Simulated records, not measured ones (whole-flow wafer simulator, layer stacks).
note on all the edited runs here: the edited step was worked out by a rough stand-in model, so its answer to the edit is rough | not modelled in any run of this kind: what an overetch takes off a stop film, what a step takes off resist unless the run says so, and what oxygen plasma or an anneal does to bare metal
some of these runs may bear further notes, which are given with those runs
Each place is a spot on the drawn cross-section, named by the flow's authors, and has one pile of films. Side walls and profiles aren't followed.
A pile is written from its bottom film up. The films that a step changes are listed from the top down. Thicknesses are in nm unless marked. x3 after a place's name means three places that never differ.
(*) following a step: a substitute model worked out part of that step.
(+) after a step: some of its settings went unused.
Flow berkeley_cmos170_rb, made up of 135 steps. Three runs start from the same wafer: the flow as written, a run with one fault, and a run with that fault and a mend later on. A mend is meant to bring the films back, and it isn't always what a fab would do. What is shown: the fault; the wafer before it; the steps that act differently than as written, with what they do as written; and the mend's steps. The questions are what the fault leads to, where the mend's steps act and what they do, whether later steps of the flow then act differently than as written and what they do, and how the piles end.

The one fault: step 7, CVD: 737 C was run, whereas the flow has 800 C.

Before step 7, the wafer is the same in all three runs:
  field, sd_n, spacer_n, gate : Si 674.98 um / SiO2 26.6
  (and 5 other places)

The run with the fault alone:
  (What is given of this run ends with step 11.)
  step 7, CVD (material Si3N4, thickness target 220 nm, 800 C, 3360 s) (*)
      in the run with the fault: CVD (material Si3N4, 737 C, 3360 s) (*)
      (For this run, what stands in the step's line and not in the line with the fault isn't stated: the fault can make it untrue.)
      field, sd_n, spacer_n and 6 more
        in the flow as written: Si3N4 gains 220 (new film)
        in the run with the fault: Si3N4 gains 77.6 (new film)
  Later steps of the flow up to step 11 that are run all act as written at every place that is followed.
  After step 11, at field, sd_n, spacer_n and 6 more, the piles differ from the flow's by more than 2% or 0.5 nm, whichever is larger.
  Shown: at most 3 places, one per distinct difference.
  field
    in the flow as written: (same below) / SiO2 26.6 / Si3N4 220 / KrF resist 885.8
    in the run with the fault: (same below) / SiO2 26.6 / Si3N4 77.6 / KrF resist 885.8
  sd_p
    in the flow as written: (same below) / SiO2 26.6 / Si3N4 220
    in the run with the fault: (same below) / SiO2 26.6 / Si3N4 77.6

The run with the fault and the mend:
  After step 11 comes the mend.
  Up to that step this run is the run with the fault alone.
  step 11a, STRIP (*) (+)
      field, sd_n, spacer_n, gate, contact, m1
        KrF resist loses 885.8 (all of it)
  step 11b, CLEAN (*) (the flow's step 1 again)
      alters no film at any place that is followed
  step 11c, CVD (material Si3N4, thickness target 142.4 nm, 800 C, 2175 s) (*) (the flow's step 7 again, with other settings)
      field, sd_n, spacer_n and 6 more
        Si3N4 gains 142.4
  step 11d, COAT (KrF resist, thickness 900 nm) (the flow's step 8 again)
      field, sd_n, spacer_n and 6 more
        KrF resist gains 900 (new film)
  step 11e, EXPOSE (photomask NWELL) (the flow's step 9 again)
      alters no film at any place that is followed
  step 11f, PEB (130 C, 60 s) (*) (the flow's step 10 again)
      alters no film at any place that is followed
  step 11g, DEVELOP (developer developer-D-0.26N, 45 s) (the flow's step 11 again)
      field, sd_n, spacer_n, gate, contact, m1
        KrF resist loses 14.2
      sd_p, spacer_p, gate_p
        KrF resist loses 900 (all of it)
  Later steps of the flow that are run all act as written at every place that is followed.
  By the end, the piles equal the flow's at every place that both follow.
